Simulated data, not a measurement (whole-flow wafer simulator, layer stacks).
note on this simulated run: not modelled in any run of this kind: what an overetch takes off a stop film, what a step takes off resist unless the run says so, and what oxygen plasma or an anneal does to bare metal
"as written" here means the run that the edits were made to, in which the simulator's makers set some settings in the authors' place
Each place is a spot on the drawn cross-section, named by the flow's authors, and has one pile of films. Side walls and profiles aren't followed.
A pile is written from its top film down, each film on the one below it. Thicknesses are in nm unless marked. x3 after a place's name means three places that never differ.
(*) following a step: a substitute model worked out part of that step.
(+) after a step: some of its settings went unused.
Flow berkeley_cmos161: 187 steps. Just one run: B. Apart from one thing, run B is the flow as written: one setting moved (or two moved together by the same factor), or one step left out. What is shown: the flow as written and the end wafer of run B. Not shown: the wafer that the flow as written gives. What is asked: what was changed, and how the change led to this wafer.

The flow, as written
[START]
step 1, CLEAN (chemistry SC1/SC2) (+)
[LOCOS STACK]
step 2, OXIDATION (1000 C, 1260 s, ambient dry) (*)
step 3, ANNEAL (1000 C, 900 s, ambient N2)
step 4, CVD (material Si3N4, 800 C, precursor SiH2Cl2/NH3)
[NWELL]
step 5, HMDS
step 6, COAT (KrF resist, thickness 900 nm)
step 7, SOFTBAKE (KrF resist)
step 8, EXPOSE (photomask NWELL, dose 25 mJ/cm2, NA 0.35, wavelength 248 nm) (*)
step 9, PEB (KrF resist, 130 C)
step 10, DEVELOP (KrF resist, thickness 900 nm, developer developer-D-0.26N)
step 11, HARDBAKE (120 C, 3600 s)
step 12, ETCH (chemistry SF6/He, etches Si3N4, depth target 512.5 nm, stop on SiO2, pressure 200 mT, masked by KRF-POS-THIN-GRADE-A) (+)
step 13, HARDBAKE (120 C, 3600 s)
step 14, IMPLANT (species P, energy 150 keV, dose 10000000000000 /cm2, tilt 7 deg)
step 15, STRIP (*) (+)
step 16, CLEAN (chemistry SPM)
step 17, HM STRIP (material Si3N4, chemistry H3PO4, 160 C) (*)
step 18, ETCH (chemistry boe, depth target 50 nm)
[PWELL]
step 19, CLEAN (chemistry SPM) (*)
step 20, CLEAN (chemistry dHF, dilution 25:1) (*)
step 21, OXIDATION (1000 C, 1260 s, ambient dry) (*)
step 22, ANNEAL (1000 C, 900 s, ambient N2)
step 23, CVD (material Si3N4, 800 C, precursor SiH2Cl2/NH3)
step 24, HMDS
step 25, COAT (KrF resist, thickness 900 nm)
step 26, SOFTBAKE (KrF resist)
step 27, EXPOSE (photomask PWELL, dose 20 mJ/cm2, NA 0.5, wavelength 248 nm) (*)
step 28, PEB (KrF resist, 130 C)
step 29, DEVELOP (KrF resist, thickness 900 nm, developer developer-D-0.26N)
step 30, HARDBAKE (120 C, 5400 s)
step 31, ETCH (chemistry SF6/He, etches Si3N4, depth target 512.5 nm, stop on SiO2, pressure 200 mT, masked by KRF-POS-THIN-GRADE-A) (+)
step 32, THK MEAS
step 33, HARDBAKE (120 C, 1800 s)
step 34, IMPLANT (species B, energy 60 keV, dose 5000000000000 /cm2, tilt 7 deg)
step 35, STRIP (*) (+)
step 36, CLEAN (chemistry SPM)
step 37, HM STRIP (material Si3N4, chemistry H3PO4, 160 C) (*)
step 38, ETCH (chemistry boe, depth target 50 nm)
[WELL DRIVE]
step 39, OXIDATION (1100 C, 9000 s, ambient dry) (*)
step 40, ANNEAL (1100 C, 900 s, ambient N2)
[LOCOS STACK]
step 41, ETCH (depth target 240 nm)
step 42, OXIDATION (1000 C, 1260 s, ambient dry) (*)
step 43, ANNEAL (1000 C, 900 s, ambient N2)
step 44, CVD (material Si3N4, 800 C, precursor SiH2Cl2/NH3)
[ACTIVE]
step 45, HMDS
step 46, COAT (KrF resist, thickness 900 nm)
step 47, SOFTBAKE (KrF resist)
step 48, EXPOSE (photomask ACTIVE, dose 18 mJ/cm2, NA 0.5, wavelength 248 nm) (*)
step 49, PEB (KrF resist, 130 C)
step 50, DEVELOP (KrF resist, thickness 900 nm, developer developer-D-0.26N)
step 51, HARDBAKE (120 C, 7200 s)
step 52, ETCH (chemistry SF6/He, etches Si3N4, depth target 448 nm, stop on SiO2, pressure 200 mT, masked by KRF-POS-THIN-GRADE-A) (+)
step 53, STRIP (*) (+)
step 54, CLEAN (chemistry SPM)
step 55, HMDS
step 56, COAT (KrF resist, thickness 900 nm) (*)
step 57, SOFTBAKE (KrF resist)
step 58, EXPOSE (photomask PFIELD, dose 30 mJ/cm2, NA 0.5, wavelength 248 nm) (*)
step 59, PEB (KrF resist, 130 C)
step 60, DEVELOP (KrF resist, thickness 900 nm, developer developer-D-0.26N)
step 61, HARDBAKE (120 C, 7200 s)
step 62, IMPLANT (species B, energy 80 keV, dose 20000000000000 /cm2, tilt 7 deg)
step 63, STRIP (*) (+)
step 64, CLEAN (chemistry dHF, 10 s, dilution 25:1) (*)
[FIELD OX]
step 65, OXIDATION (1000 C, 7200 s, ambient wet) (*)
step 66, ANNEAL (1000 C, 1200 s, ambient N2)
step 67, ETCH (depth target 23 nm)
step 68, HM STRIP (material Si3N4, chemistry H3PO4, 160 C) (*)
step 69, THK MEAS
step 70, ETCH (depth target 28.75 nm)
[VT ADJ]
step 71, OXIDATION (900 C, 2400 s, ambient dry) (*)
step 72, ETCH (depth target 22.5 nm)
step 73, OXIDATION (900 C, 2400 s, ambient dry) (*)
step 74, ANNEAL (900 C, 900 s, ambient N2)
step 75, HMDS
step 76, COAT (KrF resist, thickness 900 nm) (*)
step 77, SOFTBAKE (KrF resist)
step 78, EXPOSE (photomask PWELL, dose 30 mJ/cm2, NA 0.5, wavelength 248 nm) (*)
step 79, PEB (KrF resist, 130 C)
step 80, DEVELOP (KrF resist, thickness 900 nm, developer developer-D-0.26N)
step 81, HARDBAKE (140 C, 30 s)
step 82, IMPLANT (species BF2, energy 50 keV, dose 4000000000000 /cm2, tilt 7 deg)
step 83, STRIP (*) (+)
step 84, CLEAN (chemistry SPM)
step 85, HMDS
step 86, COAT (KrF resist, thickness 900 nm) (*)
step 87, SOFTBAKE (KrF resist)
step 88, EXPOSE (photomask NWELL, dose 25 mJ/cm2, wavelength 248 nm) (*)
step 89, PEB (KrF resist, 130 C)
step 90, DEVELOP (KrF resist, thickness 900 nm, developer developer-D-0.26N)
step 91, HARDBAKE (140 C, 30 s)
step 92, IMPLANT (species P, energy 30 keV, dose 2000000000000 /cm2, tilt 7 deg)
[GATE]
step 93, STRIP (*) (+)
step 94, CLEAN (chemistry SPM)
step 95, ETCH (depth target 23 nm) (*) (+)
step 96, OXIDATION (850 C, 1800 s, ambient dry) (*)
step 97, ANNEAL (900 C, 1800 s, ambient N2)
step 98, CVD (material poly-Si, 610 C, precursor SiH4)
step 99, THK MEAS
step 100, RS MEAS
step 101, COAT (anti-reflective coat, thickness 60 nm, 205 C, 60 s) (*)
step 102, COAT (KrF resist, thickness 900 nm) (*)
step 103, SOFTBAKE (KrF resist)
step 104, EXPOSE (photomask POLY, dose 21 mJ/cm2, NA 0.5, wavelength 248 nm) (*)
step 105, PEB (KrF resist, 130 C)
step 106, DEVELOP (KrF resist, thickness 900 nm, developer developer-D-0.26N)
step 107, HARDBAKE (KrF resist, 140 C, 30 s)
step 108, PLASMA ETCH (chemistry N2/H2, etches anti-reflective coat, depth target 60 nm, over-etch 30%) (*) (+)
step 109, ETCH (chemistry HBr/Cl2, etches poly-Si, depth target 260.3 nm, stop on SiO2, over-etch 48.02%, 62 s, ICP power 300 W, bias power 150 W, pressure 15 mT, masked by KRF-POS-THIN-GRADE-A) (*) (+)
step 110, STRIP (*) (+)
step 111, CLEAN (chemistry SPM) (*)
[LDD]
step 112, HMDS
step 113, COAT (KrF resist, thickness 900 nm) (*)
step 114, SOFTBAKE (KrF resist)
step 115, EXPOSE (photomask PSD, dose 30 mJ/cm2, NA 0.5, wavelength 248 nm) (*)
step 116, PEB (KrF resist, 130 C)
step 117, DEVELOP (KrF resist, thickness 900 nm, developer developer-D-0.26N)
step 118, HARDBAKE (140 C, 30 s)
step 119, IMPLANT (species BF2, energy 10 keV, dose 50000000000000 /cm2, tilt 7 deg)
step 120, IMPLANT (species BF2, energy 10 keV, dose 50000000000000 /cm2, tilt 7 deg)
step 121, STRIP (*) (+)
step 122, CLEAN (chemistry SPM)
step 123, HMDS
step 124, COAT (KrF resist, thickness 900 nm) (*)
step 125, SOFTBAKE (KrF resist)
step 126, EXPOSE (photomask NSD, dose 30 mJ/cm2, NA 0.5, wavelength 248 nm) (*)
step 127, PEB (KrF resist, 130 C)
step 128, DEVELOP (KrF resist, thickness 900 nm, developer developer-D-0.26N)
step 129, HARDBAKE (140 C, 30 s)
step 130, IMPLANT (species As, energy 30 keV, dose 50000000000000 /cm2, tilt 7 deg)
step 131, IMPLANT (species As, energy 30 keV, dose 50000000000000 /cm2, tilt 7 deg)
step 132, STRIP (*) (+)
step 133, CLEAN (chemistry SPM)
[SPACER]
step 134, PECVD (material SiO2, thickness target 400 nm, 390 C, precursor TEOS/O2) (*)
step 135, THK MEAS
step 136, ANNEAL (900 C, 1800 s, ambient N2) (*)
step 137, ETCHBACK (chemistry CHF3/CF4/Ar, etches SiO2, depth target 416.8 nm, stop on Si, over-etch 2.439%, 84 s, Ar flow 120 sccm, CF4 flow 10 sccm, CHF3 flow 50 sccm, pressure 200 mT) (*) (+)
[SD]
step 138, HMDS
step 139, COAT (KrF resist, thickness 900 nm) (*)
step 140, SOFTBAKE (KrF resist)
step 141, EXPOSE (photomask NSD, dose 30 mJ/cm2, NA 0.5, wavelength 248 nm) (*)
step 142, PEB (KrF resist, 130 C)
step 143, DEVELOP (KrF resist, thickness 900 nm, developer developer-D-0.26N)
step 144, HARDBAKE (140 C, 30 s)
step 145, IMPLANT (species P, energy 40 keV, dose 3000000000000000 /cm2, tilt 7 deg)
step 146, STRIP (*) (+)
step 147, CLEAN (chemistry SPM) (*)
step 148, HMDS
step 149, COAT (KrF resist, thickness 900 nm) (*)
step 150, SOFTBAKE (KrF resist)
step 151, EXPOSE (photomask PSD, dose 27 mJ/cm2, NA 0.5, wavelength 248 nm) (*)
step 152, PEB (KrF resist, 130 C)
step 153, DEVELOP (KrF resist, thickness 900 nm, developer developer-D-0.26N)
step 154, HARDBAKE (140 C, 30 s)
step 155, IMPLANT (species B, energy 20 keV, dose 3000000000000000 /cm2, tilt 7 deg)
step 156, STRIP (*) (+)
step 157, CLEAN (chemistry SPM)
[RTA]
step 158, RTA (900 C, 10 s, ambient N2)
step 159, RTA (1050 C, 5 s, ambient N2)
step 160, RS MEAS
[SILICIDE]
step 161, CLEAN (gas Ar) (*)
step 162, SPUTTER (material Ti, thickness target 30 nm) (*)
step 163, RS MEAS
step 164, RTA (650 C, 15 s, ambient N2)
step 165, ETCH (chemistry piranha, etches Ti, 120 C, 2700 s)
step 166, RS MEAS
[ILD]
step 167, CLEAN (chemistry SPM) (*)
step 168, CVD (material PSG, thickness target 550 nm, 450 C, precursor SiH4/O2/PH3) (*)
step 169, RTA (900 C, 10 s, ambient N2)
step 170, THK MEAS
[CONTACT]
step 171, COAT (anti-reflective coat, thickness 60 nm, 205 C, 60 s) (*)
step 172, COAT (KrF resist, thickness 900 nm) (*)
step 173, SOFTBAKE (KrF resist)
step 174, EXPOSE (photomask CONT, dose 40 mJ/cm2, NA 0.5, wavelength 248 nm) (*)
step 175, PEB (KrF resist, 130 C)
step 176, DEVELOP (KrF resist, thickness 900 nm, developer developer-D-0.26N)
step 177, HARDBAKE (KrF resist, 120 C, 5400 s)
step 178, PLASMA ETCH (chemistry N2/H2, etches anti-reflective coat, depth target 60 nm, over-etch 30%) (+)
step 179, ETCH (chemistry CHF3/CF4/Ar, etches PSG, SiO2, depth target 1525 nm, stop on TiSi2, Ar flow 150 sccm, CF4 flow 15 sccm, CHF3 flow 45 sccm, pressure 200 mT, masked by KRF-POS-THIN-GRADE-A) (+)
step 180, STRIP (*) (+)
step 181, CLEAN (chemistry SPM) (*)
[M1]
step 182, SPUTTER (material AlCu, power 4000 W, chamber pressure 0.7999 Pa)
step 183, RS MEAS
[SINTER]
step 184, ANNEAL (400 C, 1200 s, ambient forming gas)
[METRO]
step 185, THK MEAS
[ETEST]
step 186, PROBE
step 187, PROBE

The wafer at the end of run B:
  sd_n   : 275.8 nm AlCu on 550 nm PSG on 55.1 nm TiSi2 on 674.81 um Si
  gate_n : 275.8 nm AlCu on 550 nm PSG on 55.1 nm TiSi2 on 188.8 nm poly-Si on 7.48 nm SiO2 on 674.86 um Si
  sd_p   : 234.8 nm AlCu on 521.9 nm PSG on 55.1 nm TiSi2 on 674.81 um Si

Cause: step 164, RTA: 715 C was run, while the flow as written has 650 C.

Step by step, how the change led to this:
  step 164, RTA (650 C, 15 s, ambient N2)
      sd_n, sd_p, contact, m1: Ti loses 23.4, TiSi2 gains 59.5 (new film), Si loses 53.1 (as written it would have been: Ti loses 23.4, TiSi first gains 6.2 (new film), TiSi2 C49 gains 50.3 (new film), Si loses 49)
      gate_n, gate_p: Ti loses 23.4, TiSi2 gains 59.5 (new film), poly-Si loses 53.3 (as written it would have been: Ti loses 23.4, TiSi first gains 6.2 (new film), TiSi2 C49 gains 50.3 (new film), poly-Si loses 49.2)
  step 165, ETCH (chemistry piranha, etches Ti, 120 C, 2700 s)
      sd_n, gate_n, sd_p, gate_p, contact, m1: Ti loses 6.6 (all of it), TiSi2 loses 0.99 (as written it would have been: Ti loses 6.6 (all of it), TiSi first loses 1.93)
  step 169, RTA (900 C, 10 s, ambient N2)
      sd_n, sd_p, contact, m1: under 1 film: TiSi2 loses 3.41 (as written it would have been: under 1 film: TiSi2 gains 53.3 (new film), TiSi first loses 4.27 (all of it), TiSi2 C49 loses 50.3 (all of it), Si loses 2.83)
      gate_n, gate_p: under 1 film: TiSi2 loses 3.41 (as written it would have been: under 1 film: TiSi2 gains 53.3 (new film), TiSi first loses 4.27 (all of it), TiSi2 C49 loses 50.3 (all of it), poly-Si loses 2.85)
